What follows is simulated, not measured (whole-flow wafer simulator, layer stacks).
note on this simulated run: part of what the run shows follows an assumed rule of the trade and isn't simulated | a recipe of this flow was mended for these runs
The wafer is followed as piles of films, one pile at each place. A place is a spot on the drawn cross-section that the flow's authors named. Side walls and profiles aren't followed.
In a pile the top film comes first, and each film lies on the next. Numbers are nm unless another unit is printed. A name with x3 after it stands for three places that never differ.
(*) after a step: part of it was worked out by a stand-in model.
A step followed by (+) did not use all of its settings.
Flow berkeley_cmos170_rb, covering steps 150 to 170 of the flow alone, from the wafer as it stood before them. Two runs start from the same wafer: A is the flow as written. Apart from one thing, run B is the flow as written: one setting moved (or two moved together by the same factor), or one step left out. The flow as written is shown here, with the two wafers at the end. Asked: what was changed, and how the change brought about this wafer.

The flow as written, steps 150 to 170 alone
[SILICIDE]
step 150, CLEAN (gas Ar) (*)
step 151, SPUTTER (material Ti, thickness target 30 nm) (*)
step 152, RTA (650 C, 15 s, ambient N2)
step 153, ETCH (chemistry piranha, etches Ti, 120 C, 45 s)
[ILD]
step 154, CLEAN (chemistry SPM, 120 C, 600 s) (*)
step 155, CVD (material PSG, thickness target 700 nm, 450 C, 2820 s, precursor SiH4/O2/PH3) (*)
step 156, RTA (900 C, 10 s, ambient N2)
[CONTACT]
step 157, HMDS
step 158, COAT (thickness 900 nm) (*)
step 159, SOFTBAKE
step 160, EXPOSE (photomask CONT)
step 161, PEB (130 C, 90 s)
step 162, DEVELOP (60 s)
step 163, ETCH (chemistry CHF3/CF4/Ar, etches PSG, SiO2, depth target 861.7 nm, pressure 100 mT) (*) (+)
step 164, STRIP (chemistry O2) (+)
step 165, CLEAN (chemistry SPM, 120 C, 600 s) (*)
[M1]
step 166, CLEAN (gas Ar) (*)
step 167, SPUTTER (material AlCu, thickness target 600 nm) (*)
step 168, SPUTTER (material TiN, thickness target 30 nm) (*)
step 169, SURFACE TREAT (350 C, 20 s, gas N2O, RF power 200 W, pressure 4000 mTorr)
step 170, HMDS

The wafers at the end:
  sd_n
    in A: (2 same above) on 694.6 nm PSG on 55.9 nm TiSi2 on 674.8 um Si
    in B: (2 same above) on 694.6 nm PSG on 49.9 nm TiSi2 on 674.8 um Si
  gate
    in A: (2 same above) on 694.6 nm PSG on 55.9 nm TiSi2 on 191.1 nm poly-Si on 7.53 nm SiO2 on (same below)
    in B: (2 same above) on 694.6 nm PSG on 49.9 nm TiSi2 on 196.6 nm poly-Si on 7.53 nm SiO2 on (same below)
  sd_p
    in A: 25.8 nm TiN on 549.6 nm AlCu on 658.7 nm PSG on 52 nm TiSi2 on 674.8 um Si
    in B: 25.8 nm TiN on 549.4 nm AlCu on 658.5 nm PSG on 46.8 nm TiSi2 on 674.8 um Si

Cause: step 151, SPUTTER: thickness target 27 nm was run, though the flow has thickness target 30 nm.

The path from the change to this, step by step:
  step 151, SPUTTER (material Ti, thickness target 30 nm) (*)
      field, sd_n, spacer_n, gate, spacer_p, gate_p, contact, m1: A Ti gains 30 (new film) | B Ti gains 27 (new film)
      sd_p: A Ti gains 27.9 (new film) | B Ti gains 25.1 (new film)
  step 152, RTA (650 C, 15 s, ambient N2)
      sd_p: A Ti loses 21.8, TiSi first gains 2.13 (new film), TiSi2 C49 gains 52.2 (new film), Si loses 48 | B Ti loses 19.6, TiSi2 C49 gains 49.8 (new film), Si loses 44.5
      sd_n, contact, m1: A Ti loses 23.4, TiSi first gains 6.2 (new film), TiSi2 C49 gains 50.3 (new film), Si loses 49 | B Ti loses 21.1, TiSi first gains 0.4 (new film), TiSi2 C49 gains 53 (new film), Si loses 47.5
      (as well as at 2 more places)
  step 153, ETCH (chemistry piranha, etches Ti, 120 C, 45 s)
      sd_n, gate, gate_p, contact, m1: A Ti loses 6.6 (all of it), TiSi first loses 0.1 | B Ti loses 5.94 (all of it), TiSi first loses 0.4 (all of it)
      sd_p: A Ti loses 6.14 (all of it), TiSi first loses 0.1 | B Ti loses 5.53 (all of it), TiSi2 C49 loses 0.1
      (as well as at 3 more places)
  step 156, RTA (900 C, 10 s, ambient N2)
      sd_n, contact, m1: A under 1 film: TiSi2 gains 55.9 (new film), TiSi first loses 6.09 (all of it), TiSi2 C49 loses 50.3 (all of it), Si loses 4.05 | B under 1 film: TiSi2 gains 49.9 (new film), TiSi2 C49 loses 53 (all of it)
      gate, gate_p: A under 1 film: TiSi2 gains 55.9 (new film), TiSi first loses 6.09 (all of it), TiSi2 C49 loses 50.3 (all of it), poly-Si loses 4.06 | B under 1 film: TiSi2 gains 49.9 (new film), TiSi2 C49 loses 53 (all of it)
      (as well as at 1 more place)
